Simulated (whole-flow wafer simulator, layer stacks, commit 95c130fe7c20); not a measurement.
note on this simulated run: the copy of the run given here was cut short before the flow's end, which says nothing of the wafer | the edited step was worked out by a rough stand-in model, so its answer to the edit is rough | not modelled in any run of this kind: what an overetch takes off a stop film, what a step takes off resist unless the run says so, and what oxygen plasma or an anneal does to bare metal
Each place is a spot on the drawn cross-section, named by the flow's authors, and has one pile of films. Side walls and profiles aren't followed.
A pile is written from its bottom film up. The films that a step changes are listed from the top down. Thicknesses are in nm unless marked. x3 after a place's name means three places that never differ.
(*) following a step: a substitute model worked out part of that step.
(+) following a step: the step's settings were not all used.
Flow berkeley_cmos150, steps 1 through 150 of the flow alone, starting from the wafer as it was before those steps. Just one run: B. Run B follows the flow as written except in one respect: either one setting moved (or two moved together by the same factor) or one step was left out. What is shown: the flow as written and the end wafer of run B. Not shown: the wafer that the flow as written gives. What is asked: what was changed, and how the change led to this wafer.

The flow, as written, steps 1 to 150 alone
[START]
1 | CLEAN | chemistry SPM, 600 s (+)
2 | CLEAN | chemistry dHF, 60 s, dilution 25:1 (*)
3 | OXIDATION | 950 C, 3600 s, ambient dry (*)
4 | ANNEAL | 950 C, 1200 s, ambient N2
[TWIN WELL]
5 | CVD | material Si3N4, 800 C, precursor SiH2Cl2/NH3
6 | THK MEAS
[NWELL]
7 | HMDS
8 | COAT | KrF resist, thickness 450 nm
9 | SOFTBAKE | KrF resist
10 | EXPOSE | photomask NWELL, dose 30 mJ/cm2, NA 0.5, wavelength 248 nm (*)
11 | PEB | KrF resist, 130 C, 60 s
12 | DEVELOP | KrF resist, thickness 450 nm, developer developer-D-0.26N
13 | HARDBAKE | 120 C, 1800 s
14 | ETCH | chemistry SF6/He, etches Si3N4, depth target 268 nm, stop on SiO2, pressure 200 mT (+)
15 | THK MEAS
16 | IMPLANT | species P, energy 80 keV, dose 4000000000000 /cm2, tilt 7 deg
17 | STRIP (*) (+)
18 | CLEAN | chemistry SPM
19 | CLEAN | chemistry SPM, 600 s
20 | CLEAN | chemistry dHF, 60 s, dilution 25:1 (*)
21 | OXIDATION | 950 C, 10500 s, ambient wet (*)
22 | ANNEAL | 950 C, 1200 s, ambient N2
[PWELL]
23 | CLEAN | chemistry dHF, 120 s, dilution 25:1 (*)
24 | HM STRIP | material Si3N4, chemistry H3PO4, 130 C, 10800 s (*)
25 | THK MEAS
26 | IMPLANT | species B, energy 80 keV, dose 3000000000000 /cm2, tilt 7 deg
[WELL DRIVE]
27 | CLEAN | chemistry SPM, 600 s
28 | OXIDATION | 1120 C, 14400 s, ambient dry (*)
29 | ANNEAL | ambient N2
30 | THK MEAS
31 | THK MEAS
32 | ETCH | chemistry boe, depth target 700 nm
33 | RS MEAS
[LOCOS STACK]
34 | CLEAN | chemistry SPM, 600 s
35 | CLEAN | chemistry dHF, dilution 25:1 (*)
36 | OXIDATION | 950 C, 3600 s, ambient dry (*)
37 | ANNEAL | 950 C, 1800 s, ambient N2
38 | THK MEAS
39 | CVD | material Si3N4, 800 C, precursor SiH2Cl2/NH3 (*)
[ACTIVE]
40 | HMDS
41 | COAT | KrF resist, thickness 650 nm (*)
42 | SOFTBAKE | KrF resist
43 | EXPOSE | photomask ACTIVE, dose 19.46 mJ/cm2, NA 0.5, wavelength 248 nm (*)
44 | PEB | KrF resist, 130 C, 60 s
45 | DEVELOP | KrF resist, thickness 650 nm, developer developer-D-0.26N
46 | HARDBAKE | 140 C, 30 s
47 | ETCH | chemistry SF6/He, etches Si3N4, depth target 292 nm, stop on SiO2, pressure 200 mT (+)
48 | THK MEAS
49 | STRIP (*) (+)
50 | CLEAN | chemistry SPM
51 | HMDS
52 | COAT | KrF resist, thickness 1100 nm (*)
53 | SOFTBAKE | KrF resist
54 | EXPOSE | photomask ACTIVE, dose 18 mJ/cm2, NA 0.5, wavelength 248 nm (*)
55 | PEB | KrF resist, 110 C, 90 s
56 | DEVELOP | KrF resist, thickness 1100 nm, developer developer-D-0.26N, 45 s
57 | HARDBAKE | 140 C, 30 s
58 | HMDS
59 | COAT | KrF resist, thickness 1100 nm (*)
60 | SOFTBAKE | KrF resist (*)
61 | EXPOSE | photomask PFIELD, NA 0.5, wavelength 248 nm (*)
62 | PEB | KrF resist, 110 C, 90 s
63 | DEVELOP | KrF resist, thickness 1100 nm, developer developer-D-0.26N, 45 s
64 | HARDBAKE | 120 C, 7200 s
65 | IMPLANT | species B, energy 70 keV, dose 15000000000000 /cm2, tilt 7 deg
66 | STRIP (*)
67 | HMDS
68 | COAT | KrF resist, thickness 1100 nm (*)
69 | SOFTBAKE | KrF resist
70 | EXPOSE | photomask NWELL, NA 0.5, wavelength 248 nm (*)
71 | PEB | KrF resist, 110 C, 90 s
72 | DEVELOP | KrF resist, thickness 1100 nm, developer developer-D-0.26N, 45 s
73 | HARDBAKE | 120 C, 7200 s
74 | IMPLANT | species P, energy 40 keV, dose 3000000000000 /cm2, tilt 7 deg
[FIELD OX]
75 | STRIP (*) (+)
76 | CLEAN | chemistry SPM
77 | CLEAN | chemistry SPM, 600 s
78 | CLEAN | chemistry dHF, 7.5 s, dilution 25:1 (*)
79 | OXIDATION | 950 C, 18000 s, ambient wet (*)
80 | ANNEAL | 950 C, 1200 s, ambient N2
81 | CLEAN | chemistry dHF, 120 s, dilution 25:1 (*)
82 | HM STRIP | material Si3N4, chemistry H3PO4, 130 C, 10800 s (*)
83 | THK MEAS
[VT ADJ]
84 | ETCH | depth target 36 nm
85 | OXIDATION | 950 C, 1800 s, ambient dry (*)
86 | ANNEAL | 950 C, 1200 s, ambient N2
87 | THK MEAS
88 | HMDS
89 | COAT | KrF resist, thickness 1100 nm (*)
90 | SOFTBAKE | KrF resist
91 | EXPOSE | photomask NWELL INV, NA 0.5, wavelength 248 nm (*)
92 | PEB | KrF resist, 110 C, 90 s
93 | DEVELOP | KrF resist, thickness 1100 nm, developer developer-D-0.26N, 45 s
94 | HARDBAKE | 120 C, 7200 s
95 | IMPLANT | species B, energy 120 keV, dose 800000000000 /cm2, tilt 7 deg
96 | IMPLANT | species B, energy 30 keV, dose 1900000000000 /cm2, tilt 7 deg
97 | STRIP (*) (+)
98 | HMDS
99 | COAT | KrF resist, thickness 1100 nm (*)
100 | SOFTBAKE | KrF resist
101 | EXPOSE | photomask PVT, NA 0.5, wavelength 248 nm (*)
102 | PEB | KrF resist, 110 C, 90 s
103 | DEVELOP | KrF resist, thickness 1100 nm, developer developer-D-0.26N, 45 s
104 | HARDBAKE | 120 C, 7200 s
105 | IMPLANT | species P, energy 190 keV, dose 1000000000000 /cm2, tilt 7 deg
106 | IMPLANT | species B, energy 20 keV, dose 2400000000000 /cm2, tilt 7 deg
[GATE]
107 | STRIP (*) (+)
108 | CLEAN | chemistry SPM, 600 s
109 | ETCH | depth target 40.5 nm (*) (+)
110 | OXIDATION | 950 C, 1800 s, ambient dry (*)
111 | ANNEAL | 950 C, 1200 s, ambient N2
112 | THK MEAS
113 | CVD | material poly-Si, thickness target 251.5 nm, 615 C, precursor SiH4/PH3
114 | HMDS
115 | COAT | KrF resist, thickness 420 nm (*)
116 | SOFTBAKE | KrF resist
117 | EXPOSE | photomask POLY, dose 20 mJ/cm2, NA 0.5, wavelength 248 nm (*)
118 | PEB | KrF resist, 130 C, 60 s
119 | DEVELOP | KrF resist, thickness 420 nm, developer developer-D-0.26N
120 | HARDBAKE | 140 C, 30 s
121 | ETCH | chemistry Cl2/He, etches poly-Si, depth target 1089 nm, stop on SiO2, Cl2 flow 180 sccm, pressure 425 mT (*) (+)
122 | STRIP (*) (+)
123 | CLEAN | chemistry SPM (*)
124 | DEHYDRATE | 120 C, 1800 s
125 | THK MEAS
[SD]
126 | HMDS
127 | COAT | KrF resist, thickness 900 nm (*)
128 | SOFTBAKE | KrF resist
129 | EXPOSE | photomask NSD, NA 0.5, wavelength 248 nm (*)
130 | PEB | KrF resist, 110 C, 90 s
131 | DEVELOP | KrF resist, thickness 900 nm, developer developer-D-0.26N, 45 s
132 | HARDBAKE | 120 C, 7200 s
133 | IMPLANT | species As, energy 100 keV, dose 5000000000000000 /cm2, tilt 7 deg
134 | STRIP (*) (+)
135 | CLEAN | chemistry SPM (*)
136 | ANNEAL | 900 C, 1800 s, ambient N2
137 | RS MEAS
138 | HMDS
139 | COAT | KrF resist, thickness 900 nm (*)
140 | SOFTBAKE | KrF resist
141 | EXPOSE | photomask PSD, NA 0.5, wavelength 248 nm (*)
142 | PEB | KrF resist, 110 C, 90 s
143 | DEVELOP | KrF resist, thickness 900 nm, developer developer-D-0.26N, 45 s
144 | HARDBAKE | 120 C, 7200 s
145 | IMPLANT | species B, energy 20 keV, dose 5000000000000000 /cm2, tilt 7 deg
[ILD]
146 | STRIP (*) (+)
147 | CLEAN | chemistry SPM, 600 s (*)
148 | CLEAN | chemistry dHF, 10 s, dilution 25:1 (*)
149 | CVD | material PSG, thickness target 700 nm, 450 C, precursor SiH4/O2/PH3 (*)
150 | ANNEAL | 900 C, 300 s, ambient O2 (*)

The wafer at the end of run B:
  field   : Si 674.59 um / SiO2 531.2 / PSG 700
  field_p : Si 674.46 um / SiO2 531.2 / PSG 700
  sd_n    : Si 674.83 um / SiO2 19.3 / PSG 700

Cause: step 109, ETCH: depth target 31.79 nm was run, though the flow has depth target 40.5 nm.

The path from the change to this, step by step:
  109 | ETCH | depth target 40.5 nm (*) (+)
      sd_n: -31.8 SiO2 (it would be, as written: -40.4 SiO2 (all of it))
      field, field_p: -31.8 SiO2 (it would be, as written: -40.5 SiO2)
  110 | OXIDATION | 950 C, 1800 s, ambient dry (*)
      sd_n: +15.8 SiO2, -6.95 Si (it would be, as written: +20.4 SiO2 (new film), -8.98 Si)
